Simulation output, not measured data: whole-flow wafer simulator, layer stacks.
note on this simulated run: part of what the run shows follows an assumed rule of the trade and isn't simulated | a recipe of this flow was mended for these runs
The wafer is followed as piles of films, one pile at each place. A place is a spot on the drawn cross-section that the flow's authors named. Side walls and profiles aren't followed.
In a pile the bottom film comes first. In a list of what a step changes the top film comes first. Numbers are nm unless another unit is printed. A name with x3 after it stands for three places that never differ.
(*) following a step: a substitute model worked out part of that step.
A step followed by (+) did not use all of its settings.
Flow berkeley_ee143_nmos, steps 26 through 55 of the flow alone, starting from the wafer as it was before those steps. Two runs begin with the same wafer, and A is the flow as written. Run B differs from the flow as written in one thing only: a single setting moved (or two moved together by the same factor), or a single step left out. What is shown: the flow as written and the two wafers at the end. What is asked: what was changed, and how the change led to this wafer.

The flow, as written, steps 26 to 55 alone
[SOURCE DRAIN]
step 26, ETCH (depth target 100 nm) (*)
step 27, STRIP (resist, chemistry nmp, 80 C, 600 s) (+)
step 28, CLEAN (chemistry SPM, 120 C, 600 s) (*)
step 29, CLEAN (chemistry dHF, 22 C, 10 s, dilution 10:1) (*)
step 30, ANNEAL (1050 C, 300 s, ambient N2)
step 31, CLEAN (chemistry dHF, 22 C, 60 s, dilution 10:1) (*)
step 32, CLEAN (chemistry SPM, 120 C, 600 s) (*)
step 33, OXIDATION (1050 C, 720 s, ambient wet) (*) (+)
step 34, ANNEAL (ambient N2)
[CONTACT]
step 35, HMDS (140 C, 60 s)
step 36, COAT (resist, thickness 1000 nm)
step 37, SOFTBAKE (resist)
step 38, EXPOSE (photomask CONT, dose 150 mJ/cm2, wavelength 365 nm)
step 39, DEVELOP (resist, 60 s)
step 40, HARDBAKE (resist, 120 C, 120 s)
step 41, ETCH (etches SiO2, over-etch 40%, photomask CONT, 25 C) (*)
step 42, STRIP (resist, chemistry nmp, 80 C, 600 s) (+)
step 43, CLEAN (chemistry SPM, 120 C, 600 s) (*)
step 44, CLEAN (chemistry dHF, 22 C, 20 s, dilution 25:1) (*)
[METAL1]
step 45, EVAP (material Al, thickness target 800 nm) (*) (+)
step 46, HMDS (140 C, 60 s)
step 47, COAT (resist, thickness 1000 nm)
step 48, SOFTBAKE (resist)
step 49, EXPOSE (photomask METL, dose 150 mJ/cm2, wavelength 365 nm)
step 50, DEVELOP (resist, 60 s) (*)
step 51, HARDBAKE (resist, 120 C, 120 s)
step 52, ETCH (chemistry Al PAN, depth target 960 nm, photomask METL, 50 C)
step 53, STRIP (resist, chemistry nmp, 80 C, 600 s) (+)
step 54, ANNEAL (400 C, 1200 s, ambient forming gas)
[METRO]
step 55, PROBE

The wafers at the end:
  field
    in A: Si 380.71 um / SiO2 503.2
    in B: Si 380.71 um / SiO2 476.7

The reason: step 26, ETCH: depth target 130 nm was run, whereas the flow has depth target 100 nm.

Step by step, how the change led to this:
  step 26, ETCH (depth target 100 nm) (*)
      field: A -100 SiO2 | B -130 SiO2
  step 33, OXIDATION (1050 C, 720 s, ambient wet) (*) (+)
      field: A +73.9 SiO2, -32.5 Si | B +77.4 SiO2, -34.1 Si
  step 36, COAT (resist, thickness 1000 nm)
      field: A +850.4 resist (new film) | B +868.6 resist (new film)
  step 40, HARDBAKE (resist, 120 C, 120 s)
      field: A -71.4 resist | B -73 resist
  step 42, STRIP (resist, chemistry nmp, 80 C, 600 s) (+)
      field: A -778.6 resist (all of it) | B -795.2 resist (all of it)
